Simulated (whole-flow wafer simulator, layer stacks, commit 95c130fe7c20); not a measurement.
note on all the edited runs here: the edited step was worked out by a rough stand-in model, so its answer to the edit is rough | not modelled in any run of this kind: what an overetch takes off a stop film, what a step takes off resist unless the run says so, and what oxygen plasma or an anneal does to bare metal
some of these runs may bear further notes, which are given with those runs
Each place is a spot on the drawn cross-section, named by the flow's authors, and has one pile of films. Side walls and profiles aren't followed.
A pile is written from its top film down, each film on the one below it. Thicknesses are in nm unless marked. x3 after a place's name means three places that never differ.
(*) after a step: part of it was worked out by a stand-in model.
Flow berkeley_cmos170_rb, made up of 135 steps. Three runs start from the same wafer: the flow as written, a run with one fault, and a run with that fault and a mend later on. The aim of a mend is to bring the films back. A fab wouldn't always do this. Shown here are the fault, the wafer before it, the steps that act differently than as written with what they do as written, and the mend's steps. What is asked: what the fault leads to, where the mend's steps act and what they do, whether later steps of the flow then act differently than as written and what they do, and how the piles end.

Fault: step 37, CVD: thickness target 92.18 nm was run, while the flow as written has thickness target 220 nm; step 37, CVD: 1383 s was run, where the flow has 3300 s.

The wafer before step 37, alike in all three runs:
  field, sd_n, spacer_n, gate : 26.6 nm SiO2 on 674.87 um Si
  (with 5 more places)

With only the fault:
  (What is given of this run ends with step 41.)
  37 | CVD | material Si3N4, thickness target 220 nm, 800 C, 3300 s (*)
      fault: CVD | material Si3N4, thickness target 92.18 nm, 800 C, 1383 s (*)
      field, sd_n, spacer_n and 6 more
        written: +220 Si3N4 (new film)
        fault: +92.2 Si3N4 (new film)
  None of the later steps of the flow up to step 41 acts differently than as written at any place that is followed.
  Once step 41 is done, the piles at field, sd_n, spacer_n and 6 more depart from the flow's by more than 2% or 0.5 nm, whichever is larger.
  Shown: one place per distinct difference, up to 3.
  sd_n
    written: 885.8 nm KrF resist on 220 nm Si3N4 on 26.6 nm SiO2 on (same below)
    fault: 885.8 nm KrF resist on 92.2 nm Si3N4 on 26.6 nm SiO2 on (same below)
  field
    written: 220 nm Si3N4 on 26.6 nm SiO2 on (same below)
    fault: 92.2 nm Si3N4 on 26.6 nm SiO2 on (same below)

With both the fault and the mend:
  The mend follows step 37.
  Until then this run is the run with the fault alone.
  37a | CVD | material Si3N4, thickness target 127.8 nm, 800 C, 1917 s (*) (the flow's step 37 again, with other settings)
      field, sd_n, spacer_n and 6 more
        +127.8 Si3N4
  None of the later steps of the flow acts differently than as written at any place that is followed.
  At every place that both follow, the piles at the end match the flow's.
